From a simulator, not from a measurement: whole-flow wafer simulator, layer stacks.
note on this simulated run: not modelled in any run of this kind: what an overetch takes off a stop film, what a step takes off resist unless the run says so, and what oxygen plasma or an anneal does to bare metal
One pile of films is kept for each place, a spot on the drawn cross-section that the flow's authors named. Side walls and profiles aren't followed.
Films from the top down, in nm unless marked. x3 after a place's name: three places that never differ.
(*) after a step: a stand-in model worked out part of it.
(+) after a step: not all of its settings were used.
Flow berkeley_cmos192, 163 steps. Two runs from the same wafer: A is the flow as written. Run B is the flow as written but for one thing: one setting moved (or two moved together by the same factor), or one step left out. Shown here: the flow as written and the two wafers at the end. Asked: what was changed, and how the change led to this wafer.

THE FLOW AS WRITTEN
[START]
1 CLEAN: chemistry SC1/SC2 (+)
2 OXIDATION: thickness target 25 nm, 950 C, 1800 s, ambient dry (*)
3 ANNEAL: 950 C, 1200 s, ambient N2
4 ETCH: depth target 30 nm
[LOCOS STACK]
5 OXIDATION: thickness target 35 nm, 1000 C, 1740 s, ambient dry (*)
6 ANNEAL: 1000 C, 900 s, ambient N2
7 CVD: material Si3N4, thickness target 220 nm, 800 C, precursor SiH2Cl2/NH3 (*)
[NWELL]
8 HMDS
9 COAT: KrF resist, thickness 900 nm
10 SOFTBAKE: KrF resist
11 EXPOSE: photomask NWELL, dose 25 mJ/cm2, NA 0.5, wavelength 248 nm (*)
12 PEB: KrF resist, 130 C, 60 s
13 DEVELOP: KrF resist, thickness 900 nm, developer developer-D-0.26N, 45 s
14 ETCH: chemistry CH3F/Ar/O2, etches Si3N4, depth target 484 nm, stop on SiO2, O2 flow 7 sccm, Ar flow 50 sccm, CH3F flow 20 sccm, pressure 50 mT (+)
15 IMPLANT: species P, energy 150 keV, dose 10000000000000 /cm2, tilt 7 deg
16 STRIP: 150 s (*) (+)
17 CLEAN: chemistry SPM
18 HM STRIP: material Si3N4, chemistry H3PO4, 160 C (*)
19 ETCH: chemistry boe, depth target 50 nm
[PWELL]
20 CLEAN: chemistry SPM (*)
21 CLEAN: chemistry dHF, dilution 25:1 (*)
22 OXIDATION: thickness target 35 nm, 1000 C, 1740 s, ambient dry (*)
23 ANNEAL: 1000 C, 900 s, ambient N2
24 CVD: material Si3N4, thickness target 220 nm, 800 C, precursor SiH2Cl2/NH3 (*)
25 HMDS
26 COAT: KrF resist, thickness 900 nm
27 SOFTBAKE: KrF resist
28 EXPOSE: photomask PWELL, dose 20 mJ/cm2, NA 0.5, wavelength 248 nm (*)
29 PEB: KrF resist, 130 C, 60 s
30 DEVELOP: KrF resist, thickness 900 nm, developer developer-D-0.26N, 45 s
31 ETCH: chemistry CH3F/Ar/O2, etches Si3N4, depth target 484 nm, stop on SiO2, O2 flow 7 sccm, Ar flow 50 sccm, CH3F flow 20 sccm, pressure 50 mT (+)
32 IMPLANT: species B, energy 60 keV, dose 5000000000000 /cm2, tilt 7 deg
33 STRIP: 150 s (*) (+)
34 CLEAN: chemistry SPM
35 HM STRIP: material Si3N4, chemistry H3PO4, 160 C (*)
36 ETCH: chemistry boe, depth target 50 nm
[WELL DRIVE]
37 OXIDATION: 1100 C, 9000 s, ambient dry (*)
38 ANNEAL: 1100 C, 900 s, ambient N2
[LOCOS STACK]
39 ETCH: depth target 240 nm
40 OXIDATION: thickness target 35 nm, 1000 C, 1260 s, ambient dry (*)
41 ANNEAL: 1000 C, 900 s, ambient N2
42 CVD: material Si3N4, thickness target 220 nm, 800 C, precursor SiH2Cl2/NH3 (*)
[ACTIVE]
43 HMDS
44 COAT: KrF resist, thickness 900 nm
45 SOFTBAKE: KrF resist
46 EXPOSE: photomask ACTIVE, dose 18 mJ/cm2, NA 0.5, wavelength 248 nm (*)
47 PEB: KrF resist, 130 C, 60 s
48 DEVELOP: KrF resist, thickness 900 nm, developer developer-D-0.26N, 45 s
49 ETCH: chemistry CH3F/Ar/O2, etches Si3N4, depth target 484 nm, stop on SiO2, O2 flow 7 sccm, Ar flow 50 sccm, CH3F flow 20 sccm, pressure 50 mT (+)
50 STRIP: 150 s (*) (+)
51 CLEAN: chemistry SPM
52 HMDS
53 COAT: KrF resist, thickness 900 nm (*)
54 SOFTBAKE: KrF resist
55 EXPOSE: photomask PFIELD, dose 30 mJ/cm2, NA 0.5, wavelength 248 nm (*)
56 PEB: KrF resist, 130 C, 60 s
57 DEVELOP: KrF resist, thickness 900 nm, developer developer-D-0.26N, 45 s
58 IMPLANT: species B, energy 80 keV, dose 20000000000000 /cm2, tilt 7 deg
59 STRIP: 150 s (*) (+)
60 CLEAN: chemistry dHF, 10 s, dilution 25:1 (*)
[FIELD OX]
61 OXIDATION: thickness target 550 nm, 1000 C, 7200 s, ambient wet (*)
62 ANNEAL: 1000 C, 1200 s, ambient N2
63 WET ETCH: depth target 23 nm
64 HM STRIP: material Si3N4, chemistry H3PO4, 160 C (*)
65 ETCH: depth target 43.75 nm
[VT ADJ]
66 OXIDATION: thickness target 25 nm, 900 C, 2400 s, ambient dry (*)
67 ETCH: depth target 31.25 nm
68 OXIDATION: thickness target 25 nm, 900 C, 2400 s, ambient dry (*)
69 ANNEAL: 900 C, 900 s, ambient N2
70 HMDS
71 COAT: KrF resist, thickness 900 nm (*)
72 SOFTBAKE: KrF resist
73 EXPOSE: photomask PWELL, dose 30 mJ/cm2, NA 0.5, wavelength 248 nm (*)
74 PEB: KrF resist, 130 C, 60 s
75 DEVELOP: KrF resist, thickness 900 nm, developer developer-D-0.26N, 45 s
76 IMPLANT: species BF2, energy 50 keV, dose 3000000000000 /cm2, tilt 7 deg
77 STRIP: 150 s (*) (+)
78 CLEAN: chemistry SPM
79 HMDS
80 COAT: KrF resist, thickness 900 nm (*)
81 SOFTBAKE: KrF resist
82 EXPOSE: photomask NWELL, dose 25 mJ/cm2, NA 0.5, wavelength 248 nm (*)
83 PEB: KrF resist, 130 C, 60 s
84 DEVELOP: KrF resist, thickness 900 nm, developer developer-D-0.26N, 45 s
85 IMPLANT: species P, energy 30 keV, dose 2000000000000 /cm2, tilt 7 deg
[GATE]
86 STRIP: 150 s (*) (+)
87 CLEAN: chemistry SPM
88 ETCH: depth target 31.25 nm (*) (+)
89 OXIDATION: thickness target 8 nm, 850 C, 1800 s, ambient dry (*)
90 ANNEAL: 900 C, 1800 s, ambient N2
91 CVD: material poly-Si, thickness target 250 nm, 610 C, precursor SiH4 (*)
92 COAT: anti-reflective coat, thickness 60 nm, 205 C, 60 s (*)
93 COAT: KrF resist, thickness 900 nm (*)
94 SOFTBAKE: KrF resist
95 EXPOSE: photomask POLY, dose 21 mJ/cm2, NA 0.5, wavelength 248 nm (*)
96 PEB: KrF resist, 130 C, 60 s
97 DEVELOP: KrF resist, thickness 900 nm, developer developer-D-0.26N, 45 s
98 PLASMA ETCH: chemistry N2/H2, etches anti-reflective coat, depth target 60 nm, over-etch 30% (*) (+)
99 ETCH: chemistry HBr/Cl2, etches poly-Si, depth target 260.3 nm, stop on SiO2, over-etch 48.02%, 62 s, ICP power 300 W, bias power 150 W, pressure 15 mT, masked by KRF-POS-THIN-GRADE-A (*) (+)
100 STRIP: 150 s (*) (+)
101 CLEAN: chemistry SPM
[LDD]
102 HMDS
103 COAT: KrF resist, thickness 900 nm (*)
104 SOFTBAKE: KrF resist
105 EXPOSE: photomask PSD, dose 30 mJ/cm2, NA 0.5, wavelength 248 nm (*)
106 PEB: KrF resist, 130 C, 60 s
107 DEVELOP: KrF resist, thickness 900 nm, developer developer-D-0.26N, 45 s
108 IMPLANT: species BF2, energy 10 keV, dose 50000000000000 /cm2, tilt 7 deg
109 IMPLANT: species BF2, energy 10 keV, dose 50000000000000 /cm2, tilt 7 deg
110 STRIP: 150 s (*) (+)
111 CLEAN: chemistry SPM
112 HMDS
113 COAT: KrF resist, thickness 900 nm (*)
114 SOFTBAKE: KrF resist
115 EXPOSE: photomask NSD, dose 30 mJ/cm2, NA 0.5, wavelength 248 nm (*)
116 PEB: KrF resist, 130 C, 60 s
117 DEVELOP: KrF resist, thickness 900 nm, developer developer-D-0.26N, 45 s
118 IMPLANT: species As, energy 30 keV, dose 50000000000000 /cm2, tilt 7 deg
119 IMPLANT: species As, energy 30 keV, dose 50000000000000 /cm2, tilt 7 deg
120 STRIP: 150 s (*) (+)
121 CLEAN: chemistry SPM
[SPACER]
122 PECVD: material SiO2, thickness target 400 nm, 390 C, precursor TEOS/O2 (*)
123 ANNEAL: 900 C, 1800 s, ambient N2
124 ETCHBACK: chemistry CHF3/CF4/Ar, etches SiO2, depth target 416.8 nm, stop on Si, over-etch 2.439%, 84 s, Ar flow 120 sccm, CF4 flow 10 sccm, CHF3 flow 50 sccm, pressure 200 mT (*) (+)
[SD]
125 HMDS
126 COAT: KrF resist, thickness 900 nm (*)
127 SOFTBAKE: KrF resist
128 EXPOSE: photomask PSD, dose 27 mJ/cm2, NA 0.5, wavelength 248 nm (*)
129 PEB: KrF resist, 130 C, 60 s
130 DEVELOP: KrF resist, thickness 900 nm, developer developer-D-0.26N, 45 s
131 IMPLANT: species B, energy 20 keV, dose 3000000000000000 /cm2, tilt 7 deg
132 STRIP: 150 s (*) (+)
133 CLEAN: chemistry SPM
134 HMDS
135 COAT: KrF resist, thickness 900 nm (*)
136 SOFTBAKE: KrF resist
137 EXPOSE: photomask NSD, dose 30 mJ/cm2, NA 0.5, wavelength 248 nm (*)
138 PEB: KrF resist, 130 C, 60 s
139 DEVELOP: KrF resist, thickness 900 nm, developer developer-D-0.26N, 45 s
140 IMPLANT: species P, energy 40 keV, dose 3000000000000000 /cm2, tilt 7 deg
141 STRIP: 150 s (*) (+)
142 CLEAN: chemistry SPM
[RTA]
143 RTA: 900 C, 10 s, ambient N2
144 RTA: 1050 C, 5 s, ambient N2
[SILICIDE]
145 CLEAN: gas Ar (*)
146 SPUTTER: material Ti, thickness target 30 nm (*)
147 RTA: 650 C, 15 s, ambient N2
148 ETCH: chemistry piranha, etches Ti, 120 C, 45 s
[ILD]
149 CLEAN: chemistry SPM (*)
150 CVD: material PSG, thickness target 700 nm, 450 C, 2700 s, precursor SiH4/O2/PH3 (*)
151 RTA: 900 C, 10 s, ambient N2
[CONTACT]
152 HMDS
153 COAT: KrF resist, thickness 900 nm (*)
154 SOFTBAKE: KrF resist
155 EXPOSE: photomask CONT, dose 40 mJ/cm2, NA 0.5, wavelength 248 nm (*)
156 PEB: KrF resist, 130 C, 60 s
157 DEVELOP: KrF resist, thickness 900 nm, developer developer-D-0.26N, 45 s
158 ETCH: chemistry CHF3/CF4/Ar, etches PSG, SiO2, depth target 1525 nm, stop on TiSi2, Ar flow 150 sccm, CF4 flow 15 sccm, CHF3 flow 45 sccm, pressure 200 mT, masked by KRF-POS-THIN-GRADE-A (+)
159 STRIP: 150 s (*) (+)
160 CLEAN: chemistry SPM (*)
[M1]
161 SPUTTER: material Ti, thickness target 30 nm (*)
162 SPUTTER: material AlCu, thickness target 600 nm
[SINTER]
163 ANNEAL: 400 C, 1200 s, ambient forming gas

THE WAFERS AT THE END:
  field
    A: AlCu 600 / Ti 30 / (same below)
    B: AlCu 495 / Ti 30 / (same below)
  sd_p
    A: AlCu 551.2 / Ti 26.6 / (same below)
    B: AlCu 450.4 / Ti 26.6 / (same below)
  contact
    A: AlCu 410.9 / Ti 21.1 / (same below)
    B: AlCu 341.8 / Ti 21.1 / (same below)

The cause: step 162, SPUTTER: thickness target 495 nm was run, where the flow has thickness target 600 nm.
It can be read off the wafer: field has AlCu 495, and step 162 as written asks for 600 nm.

How the change led to this, step by step:
  162 SPUTTER: material AlCu, thickness target 600 nm
      field, sd_n, spacer_n, gate, spacer_p, gate_p, m1: A AlCu +600 (new film) | B AlCu +495 (new film)
      sd_p: A AlCu +551.2 (new film) | B AlCu +450.4 (new film)
      (and at 1 more place)
